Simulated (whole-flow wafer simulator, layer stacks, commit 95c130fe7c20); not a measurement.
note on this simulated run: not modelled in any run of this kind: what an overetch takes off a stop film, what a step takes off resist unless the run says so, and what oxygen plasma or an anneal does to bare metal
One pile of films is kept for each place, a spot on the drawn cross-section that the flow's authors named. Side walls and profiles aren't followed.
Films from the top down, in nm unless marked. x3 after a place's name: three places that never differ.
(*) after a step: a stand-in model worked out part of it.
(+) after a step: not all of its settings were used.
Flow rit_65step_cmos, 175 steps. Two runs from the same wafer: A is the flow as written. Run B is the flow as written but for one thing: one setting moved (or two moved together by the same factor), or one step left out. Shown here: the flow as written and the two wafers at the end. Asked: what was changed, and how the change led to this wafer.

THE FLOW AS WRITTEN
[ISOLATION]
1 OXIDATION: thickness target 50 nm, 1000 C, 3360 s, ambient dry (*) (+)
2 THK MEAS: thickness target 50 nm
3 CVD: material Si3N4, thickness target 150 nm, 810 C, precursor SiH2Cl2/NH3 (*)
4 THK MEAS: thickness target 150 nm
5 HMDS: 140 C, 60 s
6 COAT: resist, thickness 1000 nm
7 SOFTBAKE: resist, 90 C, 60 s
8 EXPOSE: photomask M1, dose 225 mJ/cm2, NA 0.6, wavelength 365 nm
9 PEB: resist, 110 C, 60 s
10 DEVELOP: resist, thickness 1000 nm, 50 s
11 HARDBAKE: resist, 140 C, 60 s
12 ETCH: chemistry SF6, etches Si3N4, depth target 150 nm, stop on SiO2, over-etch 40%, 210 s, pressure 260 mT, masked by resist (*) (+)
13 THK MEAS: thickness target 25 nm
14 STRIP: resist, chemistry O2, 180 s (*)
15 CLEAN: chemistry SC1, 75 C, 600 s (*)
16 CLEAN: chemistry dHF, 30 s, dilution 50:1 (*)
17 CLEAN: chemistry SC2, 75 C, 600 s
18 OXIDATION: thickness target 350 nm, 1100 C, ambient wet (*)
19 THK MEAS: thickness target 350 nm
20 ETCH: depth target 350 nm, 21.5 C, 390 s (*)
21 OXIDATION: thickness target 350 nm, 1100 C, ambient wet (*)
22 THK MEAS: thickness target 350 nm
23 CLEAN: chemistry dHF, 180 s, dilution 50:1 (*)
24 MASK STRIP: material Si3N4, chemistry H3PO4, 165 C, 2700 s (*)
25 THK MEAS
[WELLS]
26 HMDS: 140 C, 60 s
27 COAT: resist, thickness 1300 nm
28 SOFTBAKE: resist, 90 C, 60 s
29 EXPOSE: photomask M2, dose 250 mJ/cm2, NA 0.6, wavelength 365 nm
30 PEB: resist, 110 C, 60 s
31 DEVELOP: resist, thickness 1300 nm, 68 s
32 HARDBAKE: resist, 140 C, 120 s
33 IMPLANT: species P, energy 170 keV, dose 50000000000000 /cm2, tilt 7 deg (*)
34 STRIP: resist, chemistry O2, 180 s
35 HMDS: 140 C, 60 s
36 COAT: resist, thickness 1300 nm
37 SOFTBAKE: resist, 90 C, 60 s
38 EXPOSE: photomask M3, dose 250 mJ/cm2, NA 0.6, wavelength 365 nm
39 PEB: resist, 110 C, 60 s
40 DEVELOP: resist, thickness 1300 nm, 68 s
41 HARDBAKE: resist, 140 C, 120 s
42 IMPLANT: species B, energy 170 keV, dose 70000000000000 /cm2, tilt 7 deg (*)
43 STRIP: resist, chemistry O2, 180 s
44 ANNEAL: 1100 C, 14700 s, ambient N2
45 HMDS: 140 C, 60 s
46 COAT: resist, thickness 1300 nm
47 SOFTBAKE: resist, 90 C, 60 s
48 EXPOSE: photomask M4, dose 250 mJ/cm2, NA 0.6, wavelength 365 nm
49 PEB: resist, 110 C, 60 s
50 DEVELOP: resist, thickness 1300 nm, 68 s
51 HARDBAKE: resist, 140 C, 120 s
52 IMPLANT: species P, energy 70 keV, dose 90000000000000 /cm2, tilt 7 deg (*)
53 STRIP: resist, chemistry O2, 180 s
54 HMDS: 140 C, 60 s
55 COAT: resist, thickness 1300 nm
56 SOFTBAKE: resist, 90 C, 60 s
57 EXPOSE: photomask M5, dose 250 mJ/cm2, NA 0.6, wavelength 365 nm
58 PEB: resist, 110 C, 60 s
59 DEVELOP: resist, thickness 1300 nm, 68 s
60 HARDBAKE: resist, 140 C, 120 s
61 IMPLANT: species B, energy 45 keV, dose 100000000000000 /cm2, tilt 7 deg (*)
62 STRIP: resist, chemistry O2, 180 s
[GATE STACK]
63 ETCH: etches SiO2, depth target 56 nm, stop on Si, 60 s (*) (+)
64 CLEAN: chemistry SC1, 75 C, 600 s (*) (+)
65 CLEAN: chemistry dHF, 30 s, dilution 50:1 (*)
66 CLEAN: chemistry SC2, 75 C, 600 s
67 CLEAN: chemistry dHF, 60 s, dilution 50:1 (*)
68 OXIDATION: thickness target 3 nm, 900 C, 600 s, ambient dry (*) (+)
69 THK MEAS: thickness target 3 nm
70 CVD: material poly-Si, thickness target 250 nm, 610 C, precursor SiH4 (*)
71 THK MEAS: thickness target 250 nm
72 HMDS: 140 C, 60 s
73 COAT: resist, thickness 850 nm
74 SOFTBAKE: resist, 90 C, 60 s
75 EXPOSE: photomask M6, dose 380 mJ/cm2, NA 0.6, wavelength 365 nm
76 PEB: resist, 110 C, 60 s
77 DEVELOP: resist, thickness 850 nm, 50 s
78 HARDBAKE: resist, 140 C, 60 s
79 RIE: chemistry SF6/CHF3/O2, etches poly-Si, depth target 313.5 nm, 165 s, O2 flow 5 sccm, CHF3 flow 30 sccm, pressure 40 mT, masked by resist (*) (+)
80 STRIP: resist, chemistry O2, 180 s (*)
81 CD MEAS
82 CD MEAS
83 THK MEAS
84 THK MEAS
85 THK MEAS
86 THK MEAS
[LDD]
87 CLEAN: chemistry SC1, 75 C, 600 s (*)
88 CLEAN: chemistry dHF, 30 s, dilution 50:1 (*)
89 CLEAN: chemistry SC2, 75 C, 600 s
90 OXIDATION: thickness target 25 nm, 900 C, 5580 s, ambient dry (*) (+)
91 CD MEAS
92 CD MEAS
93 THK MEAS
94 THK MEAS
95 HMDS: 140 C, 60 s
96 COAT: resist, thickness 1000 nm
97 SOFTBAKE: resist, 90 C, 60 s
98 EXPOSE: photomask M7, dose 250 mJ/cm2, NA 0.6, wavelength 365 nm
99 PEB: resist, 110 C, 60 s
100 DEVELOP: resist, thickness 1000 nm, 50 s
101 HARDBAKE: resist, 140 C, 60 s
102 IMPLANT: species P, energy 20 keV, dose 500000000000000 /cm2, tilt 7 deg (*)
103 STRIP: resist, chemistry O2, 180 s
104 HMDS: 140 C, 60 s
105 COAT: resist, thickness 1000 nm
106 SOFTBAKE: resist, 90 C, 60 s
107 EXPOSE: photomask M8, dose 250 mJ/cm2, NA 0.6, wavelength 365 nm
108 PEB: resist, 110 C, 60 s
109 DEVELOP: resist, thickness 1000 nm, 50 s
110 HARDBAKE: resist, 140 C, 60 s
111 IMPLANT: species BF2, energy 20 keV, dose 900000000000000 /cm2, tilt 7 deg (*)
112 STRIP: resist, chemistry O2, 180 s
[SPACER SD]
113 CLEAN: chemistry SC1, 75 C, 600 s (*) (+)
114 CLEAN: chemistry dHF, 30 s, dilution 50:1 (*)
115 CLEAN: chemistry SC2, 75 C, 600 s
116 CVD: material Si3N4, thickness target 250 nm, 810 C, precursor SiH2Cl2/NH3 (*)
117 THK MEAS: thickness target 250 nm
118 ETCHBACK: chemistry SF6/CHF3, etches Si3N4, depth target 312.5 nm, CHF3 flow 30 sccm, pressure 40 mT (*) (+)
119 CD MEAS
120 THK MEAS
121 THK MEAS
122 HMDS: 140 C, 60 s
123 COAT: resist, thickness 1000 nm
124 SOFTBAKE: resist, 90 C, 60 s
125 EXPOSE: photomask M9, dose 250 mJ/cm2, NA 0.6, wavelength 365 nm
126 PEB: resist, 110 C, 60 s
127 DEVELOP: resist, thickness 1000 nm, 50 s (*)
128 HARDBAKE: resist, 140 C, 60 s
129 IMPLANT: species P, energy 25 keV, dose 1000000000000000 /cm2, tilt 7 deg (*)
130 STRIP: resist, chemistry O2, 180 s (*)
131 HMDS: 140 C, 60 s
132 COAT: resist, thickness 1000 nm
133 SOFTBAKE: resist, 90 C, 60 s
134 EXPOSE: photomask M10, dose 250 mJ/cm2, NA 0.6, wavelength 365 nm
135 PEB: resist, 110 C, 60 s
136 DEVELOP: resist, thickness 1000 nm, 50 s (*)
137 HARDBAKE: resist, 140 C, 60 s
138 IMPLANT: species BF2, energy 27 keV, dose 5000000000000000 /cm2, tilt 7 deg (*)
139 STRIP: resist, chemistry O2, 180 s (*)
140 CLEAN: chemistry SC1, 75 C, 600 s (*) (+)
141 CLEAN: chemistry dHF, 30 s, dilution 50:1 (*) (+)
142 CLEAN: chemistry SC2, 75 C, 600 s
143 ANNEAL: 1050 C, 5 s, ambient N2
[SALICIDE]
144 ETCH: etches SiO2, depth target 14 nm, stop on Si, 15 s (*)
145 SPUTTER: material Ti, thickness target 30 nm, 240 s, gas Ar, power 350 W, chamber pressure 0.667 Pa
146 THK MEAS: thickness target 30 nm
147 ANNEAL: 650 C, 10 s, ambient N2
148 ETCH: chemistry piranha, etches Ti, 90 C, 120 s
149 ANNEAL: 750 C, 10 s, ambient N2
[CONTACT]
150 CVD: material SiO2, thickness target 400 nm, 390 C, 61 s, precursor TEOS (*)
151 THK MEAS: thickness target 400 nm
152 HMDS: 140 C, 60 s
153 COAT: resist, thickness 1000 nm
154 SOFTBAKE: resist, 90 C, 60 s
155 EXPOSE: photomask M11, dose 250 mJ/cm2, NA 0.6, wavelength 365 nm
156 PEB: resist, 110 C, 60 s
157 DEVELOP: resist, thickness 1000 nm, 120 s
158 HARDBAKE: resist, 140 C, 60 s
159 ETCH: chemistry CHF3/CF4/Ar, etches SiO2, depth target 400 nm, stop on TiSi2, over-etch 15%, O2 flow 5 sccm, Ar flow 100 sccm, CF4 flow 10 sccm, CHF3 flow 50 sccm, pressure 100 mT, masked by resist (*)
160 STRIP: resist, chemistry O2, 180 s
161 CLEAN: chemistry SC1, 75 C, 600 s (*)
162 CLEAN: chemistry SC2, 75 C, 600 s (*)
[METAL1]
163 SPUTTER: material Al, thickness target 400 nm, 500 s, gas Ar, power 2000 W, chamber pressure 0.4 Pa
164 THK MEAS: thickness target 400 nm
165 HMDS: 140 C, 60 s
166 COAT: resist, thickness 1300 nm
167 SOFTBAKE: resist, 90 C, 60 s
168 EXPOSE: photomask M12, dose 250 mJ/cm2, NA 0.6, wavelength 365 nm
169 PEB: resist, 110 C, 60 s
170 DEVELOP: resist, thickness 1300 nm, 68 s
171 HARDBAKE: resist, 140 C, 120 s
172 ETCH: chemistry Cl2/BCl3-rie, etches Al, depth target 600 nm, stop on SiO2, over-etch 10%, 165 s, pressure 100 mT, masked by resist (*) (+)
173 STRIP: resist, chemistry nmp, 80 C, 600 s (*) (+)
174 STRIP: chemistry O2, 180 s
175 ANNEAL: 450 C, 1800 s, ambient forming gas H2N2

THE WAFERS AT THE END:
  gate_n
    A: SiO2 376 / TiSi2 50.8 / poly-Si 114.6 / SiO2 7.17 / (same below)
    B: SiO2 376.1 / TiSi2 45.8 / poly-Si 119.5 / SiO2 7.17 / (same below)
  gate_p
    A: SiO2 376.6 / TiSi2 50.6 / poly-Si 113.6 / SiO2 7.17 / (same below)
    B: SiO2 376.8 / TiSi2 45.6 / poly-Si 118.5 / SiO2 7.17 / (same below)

The cause: step 145, SPUTTER: thickness target 27 nm was run, where the flow has thickness target 30 nm.

How the change led to this, step by step:
  145 SPUTTER: material Ti, thickness target 30 nm, 240 s, gas Ar, power 350 W, chamber pressure 0.667 Pa
      field, field_pw, field_nw, field_p, spacer, spacer_p: A Ti +30 (new film) | B Ti +27 (new film)
      gate_n: A Ti +27.3 (new film) | B Ti +24.5 (new film)
      (and at 1 more place)
  147 ANNEAL: 650 C, 10 s, ambient N2
      gate_n: A Ti -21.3, TiSi first +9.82 (new film), TiSi2 C49 +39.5 (new film), poly-Si -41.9 | B Ti -19.1, TiSi first +4.28 (new film), TiSi2 C49 +42.3 (new film), poly-Si -40.8
      gate_p: A Ti -21.2, TiSi first +9.56 (new film), TiSi2 C49 +39.6 (new film), poly-Si -41.9 | B Ti -19.1, TiSi first +4.07 (new film), TiSi2 C49 +42.4 (new film), poly-Si -40.7
  148 ETCH: chemistry piranha, etches Ti, 90 C, 120 s
      field, field_pw, field_nw, field_p, spacer, spacer_p: A Ti -30 (all of it) | B Ti -27 (all of it)
      gate_n: A Ti -6 (all of it), TiSi first -0.1 | B Ti -5.4 (all of it), TiSi first -0.1
      (and at 1 more place)
  149 ANNEAL: 750 C, 10 s, ambient N2
      gate_n: A TiSi2 +50.8 (new film), TiSi first -9.72 (all of it), TiSi2 C49 -39.5 (all of it), poly-Si -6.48 | B TiSi2 +45.8 (new film), TiSi first -4.18 (all of it), TiSi2 C49 -42.3 (all of it), poly-Si -2.78
      gate_p: A TiSi2 +50.6 (new film), TiSi first -9.46 (all of it), TiSi2 C49 -39.6 (all of it), poly-Si -6.31 | B TiSi2 +45.6 (new film), TiSi first -3.96 (all of it), TiSi2 C49 -42.4 (all of it), poly-Si -2.64
